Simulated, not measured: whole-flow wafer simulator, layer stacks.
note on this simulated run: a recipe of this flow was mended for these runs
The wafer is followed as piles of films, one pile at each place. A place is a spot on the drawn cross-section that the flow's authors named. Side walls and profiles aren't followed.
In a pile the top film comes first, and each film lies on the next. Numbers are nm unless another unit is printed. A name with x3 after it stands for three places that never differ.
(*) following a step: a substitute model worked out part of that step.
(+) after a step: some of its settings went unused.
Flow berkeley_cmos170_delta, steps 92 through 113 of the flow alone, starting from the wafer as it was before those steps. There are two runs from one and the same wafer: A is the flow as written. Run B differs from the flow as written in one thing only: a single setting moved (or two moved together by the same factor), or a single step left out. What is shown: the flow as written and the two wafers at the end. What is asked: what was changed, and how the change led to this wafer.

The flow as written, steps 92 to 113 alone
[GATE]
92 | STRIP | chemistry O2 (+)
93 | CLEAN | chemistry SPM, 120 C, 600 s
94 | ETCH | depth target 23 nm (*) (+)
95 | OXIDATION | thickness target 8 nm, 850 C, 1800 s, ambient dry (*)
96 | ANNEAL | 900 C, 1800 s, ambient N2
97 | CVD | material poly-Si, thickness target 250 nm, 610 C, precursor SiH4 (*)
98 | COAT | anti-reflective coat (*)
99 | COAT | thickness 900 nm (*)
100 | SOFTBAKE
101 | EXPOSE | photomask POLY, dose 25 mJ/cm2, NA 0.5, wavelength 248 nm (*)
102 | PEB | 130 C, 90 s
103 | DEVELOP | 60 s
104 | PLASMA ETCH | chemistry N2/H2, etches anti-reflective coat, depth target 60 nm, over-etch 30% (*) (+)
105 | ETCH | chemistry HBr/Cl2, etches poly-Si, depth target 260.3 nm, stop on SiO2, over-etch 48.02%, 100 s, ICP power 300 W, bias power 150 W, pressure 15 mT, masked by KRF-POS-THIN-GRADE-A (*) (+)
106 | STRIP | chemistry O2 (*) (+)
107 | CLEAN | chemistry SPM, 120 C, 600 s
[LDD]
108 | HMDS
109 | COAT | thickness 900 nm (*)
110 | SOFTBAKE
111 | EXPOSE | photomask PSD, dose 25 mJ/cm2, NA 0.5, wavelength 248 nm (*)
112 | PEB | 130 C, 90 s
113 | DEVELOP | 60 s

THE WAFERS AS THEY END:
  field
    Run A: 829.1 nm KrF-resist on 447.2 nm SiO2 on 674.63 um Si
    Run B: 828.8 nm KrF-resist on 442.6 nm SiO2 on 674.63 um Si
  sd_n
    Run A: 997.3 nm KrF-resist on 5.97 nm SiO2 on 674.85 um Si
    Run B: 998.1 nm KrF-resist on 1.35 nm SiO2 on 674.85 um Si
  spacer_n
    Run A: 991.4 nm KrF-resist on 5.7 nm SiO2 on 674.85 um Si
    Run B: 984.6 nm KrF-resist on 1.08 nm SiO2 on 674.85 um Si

Cause: step 97, CVD: thickness target 190 nm was run, whereas the flow has thickness target 250 nm.

The path from the change to this, step by step:
  97 | CVD | material poly-Si, thickness target 250 nm, 610 C, precursor SiH4 (*)
      field, sd_n, spacer_n and 6 more: A +250 poly-Si (new film) | B +190 poly-Si (new film)
  105 | ETCH | chemistry HBr/Cl2, etches poly-Si, depth target 260.3 nm, stop on SiO2, over-etch 48.02%, 100 s, ICP power 300 W, bias power 150 W, pressure 15 mT, masked by KRF-POS-THIN-GRADE-A (*) (+)
      field: A -245.4 poly-Si (all of it), -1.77 SiO2 | B -185.3 poly-Si (all of it), -6.39 SiO2
      sd_n: A -248.7 poly-Si (all of it), -1.52 SiO2 | B -188.7 poly-Si (all of it), -6.13 SiO2
      (and at 5 other places as well)
  109 | COAT | thickness 900 nm (*)
      gate: A +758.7 KrF-resist (new film) | B +806.5 KrF-resist (new film)
      gate_p: A +754.5 KrF-resist (new film) | B +801.8 KrF-resist (new film)
  113 | DEVELOP | 60 s
      gate_p: A -752.9 KrF-resist (all of it) | B -800 KrF-resist (all of it)
